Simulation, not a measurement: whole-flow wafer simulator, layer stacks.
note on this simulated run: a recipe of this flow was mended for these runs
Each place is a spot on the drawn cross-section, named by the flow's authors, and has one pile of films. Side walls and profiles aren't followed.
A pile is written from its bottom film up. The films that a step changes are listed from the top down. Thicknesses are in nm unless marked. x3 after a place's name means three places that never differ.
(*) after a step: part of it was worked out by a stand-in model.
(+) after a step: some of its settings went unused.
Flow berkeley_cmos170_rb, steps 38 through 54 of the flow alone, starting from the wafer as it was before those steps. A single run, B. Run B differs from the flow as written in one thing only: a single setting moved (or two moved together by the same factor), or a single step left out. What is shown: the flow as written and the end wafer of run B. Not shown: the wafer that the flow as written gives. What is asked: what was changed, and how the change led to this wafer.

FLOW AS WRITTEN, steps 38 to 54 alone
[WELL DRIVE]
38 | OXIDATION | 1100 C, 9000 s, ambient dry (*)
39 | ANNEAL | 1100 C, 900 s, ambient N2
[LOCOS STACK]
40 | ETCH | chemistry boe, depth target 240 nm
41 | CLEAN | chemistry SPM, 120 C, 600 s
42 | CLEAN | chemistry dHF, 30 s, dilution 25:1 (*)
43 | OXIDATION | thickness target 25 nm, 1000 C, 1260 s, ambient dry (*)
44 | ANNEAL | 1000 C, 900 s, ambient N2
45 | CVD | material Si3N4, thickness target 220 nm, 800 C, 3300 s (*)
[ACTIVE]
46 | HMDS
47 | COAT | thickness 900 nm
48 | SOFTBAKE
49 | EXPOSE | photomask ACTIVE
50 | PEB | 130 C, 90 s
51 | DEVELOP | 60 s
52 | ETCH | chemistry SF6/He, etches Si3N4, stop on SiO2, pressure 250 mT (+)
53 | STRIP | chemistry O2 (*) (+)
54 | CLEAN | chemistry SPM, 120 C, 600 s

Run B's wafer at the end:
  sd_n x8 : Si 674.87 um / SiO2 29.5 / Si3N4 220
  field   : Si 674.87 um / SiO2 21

Cause: step 40, ETCH: depth target 187 nm was run, though the flow has depth target 240 nm.

How this came from the change, step by step:
  40 | ETCH | chemistry boe, depth target 240 nm
      field, sd_n x8: -187 SiO2 (in the flow as written it would be: -197.6 SiO2 (all of it))
  41 | CLEAN | chemistry SPM, 120 C, 600 s
      field, sd_n x8: nothing (in the flow as written it would be: +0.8 chemical SiO2 (new film), -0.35 Si)
  42 | CLEAN | chemistry dHF, 30 s, dilution 25:1 (*)
      field, sd_n x8: -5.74 SiO2 (in the flow as written it would be: -0.8 chemical SiO2 (all of it))
  43 | OXIDATION | thickness target 25 nm, 1000 C, 1260 s, ambient dry (*)
      field, sd_n x8: +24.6 SiO2, -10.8 Si (in the flow as written it would be: +26.6 SiO2 (new film), -11.7 Si)
